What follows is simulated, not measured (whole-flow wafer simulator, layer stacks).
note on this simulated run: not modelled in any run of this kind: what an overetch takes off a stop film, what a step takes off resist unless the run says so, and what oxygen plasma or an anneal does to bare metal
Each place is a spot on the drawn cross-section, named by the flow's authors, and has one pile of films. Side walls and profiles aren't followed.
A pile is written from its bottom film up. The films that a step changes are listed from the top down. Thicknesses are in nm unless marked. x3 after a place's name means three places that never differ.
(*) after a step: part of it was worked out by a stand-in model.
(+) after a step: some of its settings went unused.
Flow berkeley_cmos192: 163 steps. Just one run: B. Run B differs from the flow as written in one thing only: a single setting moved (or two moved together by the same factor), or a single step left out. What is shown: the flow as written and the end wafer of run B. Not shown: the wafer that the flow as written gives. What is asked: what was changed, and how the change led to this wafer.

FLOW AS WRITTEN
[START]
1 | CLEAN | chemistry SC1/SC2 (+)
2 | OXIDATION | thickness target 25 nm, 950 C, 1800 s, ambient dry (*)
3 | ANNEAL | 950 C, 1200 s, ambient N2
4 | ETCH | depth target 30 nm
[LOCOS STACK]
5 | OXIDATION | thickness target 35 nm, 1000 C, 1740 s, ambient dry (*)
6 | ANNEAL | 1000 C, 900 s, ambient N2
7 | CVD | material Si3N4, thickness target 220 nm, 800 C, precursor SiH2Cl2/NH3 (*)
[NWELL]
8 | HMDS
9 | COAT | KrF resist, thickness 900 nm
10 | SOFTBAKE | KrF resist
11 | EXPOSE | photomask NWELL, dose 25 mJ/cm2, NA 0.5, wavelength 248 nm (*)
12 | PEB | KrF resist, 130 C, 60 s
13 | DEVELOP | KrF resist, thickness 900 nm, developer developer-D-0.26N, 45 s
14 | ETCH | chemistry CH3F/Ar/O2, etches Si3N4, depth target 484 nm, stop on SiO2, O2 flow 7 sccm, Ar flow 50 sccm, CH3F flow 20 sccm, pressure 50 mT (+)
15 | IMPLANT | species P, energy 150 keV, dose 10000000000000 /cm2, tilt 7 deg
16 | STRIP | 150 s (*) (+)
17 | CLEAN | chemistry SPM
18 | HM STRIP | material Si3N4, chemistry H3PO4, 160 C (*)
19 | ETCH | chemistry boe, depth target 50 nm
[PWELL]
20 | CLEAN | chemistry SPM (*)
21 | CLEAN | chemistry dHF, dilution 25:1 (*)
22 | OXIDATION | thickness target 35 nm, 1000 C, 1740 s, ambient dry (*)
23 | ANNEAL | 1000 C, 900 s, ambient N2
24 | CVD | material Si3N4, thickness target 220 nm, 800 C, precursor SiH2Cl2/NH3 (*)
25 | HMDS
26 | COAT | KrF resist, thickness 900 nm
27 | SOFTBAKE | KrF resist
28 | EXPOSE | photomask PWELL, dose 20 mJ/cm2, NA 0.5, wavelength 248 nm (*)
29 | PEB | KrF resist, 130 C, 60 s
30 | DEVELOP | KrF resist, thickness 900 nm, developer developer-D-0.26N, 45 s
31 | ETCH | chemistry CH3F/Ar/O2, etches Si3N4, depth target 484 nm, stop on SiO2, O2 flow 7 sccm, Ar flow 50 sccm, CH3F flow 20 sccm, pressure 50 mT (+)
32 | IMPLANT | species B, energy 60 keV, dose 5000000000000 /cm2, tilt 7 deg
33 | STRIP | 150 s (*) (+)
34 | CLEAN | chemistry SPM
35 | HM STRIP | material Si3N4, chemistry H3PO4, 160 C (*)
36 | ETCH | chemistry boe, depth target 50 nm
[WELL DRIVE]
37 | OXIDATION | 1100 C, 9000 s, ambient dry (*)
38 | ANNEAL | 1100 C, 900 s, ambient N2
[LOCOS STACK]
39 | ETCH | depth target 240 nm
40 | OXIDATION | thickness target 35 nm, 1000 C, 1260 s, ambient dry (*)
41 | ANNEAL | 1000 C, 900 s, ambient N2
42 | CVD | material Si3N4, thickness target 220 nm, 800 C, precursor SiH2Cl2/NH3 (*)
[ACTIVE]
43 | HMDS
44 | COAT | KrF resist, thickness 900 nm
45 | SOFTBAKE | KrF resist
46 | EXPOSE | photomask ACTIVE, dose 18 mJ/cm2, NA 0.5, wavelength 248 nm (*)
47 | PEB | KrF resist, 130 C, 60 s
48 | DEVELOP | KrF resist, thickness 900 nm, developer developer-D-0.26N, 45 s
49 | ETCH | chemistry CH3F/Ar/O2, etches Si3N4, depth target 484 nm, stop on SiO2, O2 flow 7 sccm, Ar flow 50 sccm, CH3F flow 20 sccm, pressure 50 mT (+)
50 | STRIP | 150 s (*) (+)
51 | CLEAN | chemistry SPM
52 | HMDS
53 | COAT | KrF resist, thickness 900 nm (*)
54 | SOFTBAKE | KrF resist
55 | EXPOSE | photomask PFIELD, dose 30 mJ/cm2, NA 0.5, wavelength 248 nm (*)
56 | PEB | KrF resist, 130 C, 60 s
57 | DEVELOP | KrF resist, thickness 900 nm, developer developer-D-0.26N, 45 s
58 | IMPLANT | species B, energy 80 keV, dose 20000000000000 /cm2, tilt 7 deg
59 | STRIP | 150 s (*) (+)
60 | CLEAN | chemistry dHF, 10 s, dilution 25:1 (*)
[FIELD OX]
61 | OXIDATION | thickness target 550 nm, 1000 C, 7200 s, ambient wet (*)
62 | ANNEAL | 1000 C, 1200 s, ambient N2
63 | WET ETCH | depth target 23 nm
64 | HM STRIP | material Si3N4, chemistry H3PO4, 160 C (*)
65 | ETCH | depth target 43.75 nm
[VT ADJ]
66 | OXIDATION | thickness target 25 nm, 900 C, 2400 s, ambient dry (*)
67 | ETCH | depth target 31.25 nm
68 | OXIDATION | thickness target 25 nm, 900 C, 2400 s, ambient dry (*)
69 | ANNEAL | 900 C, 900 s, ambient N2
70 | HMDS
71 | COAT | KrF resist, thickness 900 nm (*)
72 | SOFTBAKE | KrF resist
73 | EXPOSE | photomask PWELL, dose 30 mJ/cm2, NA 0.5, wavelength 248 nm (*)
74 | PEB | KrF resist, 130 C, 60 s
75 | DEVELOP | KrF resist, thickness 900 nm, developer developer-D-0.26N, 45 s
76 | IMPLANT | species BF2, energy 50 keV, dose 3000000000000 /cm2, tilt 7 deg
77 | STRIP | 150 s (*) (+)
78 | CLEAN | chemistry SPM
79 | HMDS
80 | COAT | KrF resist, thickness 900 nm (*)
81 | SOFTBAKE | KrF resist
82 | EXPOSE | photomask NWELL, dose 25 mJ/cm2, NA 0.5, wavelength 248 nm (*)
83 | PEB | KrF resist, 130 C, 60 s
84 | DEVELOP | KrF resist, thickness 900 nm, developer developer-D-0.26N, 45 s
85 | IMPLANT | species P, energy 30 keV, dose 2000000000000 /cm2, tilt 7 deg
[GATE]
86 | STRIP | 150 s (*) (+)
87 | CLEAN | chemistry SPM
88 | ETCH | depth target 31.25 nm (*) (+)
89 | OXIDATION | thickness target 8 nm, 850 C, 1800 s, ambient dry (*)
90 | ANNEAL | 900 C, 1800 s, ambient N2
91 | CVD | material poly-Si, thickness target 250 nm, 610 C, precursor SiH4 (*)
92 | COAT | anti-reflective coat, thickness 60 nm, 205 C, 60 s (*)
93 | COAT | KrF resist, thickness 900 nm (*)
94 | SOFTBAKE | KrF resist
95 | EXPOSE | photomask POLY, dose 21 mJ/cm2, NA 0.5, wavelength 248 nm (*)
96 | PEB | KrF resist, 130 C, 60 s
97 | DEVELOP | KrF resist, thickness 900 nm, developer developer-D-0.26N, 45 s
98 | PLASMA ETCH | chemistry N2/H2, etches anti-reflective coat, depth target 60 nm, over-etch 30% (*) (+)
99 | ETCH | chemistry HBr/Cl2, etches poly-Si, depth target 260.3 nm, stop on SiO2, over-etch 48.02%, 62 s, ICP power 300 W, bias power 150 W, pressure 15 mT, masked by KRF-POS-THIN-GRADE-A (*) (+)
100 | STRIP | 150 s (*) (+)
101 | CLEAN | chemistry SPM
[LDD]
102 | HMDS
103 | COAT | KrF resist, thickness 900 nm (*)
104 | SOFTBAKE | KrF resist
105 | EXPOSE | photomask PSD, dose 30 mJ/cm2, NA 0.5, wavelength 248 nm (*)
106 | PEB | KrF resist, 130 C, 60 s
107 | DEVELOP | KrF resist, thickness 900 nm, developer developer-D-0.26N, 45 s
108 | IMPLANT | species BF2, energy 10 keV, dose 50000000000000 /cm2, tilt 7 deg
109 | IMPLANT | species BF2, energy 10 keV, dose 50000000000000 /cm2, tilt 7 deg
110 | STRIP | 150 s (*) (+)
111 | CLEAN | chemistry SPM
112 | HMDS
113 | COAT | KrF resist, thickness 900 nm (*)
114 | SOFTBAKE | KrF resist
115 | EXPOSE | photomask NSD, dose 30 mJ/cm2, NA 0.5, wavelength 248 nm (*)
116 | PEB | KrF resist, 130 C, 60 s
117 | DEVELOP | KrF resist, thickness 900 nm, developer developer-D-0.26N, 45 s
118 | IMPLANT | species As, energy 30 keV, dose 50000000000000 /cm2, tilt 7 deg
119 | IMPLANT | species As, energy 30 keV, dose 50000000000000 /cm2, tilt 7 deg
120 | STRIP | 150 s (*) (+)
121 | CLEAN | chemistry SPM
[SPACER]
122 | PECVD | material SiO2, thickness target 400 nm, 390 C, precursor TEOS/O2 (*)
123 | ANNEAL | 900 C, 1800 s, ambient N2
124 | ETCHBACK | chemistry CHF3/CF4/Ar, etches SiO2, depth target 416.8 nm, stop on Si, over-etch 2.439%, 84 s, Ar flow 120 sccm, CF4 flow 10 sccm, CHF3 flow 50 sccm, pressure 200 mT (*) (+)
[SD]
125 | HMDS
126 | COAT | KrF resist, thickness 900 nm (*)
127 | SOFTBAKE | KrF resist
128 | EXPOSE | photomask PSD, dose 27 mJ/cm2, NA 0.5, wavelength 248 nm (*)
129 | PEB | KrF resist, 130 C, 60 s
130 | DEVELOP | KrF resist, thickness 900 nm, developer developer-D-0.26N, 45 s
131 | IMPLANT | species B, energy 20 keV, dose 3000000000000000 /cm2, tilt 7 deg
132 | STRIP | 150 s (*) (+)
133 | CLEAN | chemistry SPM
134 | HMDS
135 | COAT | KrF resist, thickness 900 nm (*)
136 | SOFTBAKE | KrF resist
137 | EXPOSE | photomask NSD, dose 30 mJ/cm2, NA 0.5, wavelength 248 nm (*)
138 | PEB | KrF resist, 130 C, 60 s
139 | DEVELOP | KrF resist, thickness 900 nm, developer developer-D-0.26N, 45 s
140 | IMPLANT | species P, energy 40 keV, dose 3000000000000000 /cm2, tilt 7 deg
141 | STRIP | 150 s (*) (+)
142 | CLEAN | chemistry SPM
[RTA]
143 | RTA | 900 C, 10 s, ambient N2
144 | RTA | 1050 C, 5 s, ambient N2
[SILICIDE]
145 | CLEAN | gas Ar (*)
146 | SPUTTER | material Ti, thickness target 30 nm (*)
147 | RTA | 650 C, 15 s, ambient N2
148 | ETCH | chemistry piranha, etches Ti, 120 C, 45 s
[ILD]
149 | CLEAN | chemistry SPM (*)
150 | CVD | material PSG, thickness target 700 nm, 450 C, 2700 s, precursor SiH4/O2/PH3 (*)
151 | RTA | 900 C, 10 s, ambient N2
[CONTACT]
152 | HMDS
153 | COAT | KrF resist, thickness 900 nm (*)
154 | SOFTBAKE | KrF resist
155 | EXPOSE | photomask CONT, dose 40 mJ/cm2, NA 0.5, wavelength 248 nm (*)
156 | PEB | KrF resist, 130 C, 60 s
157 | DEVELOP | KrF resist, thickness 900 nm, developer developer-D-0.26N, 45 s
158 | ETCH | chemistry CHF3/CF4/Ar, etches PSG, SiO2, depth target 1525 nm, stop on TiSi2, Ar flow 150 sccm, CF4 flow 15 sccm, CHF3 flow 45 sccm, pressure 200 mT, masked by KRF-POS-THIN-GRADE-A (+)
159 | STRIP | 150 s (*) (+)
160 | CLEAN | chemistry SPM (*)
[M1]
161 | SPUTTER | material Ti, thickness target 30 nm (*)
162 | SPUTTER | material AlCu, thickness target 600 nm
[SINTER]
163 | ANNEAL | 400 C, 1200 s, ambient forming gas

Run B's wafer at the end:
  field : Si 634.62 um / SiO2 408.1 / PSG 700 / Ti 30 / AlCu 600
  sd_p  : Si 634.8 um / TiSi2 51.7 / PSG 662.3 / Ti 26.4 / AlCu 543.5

The reason: step 65, ETCH: depth target 30.63 nm was run, whereas the flow has depth target 43.75 nm.

Step by step, how the change led to this:
  65 | ETCH | depth target 43.75 nm
      field: -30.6 SiO2 (it would be, as written: -43.8 SiO2)
  92 | COAT | anti-reflective coat, thickness 60 nm, 205 C, 60 s (*)
      sd_n: +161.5 anti-reflective coat (new film) (it would be, as written: +152.4 anti-reflective coat (new film))
      spacer_n: +30.6 anti-reflective coat (new film) (it would be, as written: +33.8 anti-reflective coat (new film))
      (as well as at 6 more places)
  98 | PLASMA ETCH | chemistry N2/H2, etches anti-reflective coat, depth target 60 nm, over-etch 30% (*) (+)
      sd_n: -161.5 anti-reflective coat (all of it), -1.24 poly-Si (it would be, as written: -152.4 anti-reflective coat (all of it), -1.17 poly-Si)
      spacer_n: -30.6 anti-reflective coat (all of it), -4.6 poly-Si (it would be, as written: -33.8 anti-reflective coat (all of it), -4.21 poly-Si)
      (as well as at 4 more places)
  100 | STRIP | 150 s (*) (+)
      gate: +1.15 chemical SiO2 (new film), -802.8 KrF resist (all of it), -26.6 anti-reflective coat (all of it), -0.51 poly-Si (it would be, as written: +1.15 chemical SiO2 (new film), -791.8 KrF resist (all of it), -30 anti-reflective coat (all of it), -0.51 poly-Si)
      gate_p: +1.15 chemical SiO2 (new film), -772.3 KrF resist (all of it), -28.6 anti-reflective coat (all of it), -0.51 poly-Si (it would be, as written: +1.15 chemical SiO2 (new film), -765.1 KrF resist (all of it), -31 anti-reflective coat (all of it), -0.51 poly-Si)
  147 | RTA | 650 C, 15 s, ambient N2
      sd_p: -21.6 Ti, +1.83 TiSi first (new film), +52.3 TiSi2 C49 (new film), -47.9 Si (it would be, as written: -21.9 Ti, +2.35 TiSi first (new film), +52.1 TiSi2 C49 (new film), -48.1 Si)
  151 | RTA | 900 C, 10 s, ambient N2
      sd_p: under 1 film: +51.7 TiSi2 (new film), -1.72 TiSi first (all of it), -52.3 TiSi2 C49 (all of it), -1.15 Si (it would be, as written: under 1 film: +52.2 TiSi2 (new film), -2.25 TiSi first (all of it), -52.1 TiSi2 C49 (all of it), -1.5 Si)
